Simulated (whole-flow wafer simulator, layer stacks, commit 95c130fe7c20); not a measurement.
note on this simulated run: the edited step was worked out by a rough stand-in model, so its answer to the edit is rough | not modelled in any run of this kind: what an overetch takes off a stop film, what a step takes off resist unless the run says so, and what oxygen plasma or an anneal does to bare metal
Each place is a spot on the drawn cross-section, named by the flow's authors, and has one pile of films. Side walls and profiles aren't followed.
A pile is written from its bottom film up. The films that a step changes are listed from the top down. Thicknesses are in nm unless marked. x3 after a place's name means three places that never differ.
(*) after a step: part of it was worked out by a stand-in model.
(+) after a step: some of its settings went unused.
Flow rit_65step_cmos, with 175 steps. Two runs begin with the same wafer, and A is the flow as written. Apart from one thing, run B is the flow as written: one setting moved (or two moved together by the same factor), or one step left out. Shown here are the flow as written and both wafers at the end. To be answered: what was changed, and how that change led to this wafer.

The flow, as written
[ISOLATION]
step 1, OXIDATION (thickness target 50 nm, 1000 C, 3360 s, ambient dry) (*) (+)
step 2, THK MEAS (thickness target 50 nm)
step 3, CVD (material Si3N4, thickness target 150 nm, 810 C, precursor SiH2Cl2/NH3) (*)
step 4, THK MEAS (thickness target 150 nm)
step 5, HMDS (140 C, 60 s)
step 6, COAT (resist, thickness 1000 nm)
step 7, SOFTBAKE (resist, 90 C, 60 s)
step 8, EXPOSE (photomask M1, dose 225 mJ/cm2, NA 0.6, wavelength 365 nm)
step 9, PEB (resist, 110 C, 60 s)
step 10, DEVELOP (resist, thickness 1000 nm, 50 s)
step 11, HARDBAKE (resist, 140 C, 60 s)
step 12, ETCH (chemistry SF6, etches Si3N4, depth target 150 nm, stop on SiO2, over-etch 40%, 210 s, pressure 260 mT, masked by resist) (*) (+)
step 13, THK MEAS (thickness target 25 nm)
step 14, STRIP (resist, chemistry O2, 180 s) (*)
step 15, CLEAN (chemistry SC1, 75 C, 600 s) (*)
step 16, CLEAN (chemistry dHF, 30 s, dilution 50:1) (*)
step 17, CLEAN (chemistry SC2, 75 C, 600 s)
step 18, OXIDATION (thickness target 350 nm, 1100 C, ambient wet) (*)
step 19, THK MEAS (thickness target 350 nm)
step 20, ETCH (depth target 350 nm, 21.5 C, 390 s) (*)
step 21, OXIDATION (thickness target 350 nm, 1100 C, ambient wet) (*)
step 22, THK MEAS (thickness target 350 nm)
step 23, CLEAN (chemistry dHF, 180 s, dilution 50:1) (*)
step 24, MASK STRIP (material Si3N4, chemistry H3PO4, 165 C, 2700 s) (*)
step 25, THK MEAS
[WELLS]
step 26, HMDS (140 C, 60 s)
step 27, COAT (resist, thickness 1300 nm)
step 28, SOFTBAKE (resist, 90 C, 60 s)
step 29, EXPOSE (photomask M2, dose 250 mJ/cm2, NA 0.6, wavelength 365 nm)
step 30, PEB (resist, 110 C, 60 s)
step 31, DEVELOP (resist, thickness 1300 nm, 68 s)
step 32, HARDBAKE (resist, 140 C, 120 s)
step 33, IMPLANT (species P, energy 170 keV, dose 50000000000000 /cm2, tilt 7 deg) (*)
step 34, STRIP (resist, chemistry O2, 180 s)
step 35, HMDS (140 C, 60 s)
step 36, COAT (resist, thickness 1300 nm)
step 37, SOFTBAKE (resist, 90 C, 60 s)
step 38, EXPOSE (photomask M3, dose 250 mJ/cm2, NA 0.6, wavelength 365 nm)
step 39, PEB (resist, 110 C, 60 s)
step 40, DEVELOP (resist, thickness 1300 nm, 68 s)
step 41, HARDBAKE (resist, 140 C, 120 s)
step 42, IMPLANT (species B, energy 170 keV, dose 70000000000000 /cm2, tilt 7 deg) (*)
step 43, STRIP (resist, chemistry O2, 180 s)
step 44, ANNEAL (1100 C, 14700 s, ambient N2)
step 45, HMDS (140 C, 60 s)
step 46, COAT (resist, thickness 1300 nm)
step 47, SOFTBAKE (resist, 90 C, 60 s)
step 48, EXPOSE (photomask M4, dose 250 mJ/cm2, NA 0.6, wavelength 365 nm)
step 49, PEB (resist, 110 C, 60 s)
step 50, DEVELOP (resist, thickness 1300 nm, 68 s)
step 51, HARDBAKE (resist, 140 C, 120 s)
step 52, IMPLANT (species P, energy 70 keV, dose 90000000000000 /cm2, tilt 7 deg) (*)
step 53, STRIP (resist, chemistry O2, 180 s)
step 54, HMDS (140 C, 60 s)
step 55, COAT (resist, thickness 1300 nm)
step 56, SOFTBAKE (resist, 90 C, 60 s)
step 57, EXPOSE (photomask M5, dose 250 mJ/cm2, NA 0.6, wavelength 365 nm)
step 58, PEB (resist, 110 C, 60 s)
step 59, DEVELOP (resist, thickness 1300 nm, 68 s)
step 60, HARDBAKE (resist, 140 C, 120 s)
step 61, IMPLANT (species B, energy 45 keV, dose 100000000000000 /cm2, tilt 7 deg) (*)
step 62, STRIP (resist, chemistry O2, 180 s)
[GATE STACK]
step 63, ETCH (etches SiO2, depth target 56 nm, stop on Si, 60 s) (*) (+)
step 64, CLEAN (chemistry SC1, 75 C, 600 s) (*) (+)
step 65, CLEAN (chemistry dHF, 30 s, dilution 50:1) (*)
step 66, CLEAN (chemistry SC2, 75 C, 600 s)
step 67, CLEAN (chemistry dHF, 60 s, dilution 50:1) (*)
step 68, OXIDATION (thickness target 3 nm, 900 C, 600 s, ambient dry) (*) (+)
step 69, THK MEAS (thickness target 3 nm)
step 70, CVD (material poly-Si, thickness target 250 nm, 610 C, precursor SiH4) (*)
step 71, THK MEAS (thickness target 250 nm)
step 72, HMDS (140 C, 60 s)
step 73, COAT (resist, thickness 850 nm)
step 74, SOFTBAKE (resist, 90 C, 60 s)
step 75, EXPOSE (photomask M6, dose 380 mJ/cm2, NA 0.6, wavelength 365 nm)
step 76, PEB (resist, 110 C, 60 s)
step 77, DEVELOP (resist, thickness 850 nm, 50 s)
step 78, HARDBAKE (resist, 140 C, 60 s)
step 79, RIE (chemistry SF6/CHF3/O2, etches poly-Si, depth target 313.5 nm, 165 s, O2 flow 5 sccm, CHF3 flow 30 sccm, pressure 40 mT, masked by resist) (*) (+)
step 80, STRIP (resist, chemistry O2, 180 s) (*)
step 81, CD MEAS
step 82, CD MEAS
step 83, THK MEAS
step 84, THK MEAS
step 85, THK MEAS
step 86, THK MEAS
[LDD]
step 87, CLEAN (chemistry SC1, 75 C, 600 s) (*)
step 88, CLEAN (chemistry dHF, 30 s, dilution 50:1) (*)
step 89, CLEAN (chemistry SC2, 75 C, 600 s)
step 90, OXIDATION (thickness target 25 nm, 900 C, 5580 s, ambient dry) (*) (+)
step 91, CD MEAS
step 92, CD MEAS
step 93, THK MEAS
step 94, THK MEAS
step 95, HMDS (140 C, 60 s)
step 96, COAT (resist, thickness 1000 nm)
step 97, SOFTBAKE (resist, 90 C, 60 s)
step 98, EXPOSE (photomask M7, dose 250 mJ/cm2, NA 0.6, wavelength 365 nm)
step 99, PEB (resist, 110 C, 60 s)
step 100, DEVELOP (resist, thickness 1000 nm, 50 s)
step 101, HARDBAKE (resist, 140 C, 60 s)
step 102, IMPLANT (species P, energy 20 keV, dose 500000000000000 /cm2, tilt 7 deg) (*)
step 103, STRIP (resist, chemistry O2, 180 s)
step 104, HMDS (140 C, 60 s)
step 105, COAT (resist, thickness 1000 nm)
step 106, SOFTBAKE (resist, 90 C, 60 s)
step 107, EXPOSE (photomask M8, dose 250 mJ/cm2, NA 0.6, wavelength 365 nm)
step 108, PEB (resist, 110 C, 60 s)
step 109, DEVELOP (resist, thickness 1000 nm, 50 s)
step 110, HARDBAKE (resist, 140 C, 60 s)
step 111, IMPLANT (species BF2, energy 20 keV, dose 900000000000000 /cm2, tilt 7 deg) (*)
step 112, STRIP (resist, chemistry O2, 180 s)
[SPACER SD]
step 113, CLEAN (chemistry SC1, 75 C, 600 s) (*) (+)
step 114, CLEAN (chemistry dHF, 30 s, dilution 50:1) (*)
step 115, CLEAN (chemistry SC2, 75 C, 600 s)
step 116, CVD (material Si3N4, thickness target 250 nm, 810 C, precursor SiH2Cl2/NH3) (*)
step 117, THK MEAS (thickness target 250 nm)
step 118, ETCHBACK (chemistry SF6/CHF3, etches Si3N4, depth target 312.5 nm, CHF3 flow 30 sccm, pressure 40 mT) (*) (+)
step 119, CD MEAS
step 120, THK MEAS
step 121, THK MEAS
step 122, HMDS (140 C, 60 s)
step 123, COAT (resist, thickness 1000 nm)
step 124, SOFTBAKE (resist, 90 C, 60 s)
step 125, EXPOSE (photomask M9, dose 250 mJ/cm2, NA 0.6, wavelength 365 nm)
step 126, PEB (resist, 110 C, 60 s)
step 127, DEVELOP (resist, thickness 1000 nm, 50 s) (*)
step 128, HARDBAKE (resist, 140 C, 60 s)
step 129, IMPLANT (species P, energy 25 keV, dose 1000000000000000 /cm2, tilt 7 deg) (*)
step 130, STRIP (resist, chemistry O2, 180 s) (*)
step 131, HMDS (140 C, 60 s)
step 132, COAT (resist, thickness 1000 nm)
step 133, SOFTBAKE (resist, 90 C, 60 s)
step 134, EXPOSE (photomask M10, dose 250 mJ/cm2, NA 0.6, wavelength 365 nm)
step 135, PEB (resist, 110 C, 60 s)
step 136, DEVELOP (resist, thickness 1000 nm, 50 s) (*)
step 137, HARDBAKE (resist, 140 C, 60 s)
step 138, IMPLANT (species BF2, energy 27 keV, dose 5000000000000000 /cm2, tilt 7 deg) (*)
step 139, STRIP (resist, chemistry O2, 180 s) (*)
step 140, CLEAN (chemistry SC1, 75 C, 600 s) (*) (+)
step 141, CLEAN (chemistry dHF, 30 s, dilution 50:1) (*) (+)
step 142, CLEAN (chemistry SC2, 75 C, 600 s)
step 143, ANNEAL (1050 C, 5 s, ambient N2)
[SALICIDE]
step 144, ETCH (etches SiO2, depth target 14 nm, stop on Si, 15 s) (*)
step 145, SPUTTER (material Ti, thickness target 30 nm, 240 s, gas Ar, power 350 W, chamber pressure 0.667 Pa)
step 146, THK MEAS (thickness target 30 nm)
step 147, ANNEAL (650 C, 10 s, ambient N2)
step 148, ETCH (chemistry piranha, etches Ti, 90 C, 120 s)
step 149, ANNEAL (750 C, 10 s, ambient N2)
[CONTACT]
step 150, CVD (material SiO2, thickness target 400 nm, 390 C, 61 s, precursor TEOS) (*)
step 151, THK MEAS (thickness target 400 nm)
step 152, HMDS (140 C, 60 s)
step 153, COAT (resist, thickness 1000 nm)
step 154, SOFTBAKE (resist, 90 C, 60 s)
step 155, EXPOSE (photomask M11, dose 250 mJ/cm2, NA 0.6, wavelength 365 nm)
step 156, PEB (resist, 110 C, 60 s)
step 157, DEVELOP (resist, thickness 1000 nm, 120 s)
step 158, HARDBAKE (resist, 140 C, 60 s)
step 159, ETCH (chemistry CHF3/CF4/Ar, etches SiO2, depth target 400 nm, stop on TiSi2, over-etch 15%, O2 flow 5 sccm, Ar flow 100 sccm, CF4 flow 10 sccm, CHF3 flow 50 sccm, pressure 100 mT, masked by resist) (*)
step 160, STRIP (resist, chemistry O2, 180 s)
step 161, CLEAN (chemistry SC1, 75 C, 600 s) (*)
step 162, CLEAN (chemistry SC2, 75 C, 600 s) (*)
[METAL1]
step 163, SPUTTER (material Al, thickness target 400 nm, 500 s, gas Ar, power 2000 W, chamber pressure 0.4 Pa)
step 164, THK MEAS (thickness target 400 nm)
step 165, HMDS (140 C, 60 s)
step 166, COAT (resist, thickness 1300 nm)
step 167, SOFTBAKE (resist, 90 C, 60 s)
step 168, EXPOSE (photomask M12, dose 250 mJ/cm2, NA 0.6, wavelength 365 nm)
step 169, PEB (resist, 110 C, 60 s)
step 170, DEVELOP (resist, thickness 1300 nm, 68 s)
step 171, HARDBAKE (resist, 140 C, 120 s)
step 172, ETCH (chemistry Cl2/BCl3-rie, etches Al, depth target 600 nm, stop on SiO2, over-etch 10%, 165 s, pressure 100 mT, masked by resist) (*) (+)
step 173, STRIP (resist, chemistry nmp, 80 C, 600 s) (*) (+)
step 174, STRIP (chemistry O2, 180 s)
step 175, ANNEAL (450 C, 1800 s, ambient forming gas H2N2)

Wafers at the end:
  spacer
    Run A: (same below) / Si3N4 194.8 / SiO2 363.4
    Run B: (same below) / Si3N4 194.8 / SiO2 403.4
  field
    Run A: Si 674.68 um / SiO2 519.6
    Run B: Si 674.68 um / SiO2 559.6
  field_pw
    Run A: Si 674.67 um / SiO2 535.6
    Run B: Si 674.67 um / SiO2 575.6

Cause: step 150, CVD: thickness target 440 nm was run, whereas the flow has thickness target 400 nm.

How this came from the change, step by step:
  step 150, CVD (material SiO2, thickness target 400 nm, 390 C, 61 s, precursor TEOS) (*)
      field, field_pw, field_nw, field_p: A +400 SiO2 | B +440 SiO2
      spacer, spacer_p: A +400 SiO2 (new film) | B +440 SiO2 (new film)
      (also at 2 further places)
